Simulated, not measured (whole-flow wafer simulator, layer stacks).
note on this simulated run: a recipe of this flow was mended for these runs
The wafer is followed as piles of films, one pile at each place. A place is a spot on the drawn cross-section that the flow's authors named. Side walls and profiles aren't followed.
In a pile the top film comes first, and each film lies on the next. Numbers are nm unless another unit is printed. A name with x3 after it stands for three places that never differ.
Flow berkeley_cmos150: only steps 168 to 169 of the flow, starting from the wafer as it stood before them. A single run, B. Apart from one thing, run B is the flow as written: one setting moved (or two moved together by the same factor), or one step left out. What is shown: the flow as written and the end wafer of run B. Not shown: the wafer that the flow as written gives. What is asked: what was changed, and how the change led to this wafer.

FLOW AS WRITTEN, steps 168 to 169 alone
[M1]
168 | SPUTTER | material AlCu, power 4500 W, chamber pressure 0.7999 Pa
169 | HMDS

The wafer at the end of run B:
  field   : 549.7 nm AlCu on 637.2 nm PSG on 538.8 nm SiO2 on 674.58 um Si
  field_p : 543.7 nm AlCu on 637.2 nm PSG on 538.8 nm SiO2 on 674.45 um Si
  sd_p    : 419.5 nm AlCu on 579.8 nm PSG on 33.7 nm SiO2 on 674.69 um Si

What caused this: step 168, SPUTTER: chamber pressure 1.088 Pa was run, while the flow as written has chamber pressure 0.7999 Pa.

Step by step, how the change led to this:
  168 | SPUTTER | material AlCu, power 4500 W, chamber pressure 0.7999 Pa
      field, sd_n, gate_n, m1: +549.7 AlCu (new film) (it would be, as written: +626.1 AlCu (new film))
      field_p: +543.7 AlCu (new film) (it would be, as written: +619.8 AlCu (new film))
      (as well as at 3 more places)
